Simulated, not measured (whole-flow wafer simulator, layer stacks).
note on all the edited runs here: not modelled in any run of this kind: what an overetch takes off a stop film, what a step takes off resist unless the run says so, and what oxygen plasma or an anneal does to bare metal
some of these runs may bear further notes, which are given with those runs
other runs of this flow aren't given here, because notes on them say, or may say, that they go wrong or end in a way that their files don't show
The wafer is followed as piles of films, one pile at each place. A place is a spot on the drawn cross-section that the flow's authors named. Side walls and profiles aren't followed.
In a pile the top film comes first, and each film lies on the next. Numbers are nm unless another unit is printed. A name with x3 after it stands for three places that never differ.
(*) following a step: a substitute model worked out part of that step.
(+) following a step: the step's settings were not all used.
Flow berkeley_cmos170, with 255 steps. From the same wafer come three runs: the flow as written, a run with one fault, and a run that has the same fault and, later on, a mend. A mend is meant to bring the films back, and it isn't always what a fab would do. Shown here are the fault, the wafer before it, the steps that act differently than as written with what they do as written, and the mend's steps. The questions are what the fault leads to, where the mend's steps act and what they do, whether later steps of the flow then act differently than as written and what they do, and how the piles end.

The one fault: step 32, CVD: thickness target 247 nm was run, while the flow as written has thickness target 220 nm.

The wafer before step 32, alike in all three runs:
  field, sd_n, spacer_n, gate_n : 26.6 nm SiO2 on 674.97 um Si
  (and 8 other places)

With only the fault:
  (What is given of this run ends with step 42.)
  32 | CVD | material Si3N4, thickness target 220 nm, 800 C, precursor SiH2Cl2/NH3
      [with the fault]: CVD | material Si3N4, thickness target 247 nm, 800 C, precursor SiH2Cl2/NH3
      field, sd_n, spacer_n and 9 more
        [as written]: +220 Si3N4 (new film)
        [with the fault]: +247 Si3N4 (new film)
  Later steps of the flow acting differently than as written:
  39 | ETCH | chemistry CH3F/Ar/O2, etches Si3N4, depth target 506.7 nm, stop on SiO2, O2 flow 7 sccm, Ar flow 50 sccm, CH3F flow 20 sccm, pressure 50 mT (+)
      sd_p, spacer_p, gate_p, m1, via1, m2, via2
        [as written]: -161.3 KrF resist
        [with the fault]: -179.3 KrF resist
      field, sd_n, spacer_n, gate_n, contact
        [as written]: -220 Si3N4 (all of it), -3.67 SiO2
        [with the fault]: -247 Si3N4 (all of it), -3.67 SiO2
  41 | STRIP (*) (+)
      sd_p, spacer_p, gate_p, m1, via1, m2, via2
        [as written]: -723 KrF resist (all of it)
        [with the fault]: -705 KrF resist (all of it)
  The piles after step 42 differ from the flow's at sd_p, spacer_p, gate_p, m1, via1, m2, via2 by more than 2% or 0.5 nm, whichever is larger.
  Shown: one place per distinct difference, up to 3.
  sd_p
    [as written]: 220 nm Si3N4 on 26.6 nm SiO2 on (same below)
    [with the fault]: 247 nm Si3N4 on 26.6 nm SiO2 on (same below)

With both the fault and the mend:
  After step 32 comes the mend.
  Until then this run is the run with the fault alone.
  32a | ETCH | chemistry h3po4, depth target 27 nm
      field, sd_n, spacer_n and 9 more
        -27 Si3N4
  Later steps of the flow that are run all act as written at every place that is followed.
  At every place that both follow, the piles at the end match the flow's.
